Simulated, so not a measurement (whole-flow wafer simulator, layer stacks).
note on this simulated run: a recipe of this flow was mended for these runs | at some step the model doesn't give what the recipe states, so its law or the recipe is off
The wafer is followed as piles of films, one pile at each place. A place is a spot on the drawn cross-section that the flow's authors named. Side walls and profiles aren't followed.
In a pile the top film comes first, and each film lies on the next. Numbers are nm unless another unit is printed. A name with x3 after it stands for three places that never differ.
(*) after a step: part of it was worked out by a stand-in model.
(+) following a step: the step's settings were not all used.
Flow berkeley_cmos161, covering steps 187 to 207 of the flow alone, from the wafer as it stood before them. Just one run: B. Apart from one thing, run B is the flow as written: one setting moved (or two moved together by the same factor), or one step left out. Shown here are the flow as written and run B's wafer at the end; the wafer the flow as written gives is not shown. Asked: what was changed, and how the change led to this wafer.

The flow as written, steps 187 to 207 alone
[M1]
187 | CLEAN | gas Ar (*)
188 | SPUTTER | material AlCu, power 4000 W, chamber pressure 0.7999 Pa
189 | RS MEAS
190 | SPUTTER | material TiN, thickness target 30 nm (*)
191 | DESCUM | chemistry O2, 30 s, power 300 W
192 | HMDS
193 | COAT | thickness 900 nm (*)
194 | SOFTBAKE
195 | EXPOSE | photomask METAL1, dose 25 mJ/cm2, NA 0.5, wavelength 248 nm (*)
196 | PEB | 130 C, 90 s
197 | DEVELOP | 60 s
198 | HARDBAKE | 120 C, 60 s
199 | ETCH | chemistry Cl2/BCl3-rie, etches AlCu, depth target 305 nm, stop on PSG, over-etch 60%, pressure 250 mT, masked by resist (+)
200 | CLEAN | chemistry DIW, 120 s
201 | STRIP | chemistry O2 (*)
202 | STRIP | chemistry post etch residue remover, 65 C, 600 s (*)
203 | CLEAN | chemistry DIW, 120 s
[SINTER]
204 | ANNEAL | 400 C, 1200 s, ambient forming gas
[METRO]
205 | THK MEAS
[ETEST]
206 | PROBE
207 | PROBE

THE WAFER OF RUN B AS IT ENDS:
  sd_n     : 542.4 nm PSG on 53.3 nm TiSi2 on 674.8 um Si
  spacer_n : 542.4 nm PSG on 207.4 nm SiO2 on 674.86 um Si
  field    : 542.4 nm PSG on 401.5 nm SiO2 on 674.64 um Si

What caused this: step 190, SPUTTER: thickness target 19 nm was run, though the flow has thickness target 30 nm; step 199, ETCH: depth target 195 nm was run, where the flow has depth target 305 nm.

How this came from the change, step by step:
  190 | SPUTTER | material TiN, thickness target 30 nm (*)
      field, sd_n, spacer_n, gate_n, spacer_p, gate_p, m1: +19 TiN (new film) (as written it would have been: +30 TiN (new film))
      sd_p: +16.5 TiN (new film) (as written it would have been: +26.1 TiN (new film))
      (also at 1 further place)
  199 | ETCH | chemistry Cl2/BCl3-rie, etches AlCu, depth target 305 nm, stop on PSG, over-etch 60%, pressure 250 mT, masked by resist (+)
      field, sd_n, spacer_n, gate_n, spacer_p, gate_p: -19 TiN (all of it), -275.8 AlCu (all of it), -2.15 PSG (as written it would have been: -30 TiN (all of it), -275.8 AlCu (all of it), -22.8 PSG)
      contact, m1: -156 KrF-resist (as written it would have been: -244 KrF-resist)
      (also at 1 further place)
  201 | STRIP | chemistry O2 (*)
      contact: -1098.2 KrF-resist (all of it) (as written it would have been: -1013 KrF-resist (all of it))
      m1: -625.4 KrF-resist (all of it) (as written it would have been: -537.5 KrF-resist (all of it))
